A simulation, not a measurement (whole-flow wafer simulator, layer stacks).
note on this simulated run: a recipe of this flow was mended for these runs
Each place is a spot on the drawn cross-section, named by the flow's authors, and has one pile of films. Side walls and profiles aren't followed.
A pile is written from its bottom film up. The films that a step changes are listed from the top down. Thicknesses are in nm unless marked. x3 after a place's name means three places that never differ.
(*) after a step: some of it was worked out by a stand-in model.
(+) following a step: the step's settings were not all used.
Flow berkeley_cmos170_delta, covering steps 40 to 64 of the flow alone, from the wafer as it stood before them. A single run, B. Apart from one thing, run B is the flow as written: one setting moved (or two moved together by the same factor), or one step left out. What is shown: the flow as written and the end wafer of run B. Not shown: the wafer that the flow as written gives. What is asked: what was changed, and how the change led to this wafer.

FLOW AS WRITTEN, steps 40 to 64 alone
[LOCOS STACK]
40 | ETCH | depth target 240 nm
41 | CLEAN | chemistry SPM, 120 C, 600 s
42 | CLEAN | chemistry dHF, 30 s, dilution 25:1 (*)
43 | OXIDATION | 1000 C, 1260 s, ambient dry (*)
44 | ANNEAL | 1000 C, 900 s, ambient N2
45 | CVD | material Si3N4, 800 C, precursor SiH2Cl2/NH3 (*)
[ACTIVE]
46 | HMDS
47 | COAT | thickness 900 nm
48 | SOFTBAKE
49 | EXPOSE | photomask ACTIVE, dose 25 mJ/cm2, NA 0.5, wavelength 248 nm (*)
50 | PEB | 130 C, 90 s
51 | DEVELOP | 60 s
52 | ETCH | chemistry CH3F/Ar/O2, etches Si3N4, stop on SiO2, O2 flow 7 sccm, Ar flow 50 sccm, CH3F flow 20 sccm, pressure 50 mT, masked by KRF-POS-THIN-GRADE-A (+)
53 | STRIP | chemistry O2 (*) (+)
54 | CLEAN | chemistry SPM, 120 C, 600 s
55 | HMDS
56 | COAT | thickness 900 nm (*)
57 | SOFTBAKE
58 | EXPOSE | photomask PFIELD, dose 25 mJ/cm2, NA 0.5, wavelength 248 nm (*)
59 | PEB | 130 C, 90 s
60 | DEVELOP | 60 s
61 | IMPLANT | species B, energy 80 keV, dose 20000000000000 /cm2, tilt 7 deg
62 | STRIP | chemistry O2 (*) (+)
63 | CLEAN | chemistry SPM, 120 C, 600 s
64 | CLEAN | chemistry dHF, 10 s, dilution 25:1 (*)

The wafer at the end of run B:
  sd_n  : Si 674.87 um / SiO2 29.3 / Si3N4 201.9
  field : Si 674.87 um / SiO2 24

What caused this: step 43, OXIDATION: 1512 s was run, whereas the flow has 1260 s.

How this came from the change, step by step:
  43 | OXIDATION | 1000 C, 1260 s, ambient dry (*)
      field, sd_n, spacer_n and 6 more: SiO2 gains 29.3 (new film), Si loses 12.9 (in the flow as written it would be: SiO2 gains 26.6 (new film), Si loses 11.7)
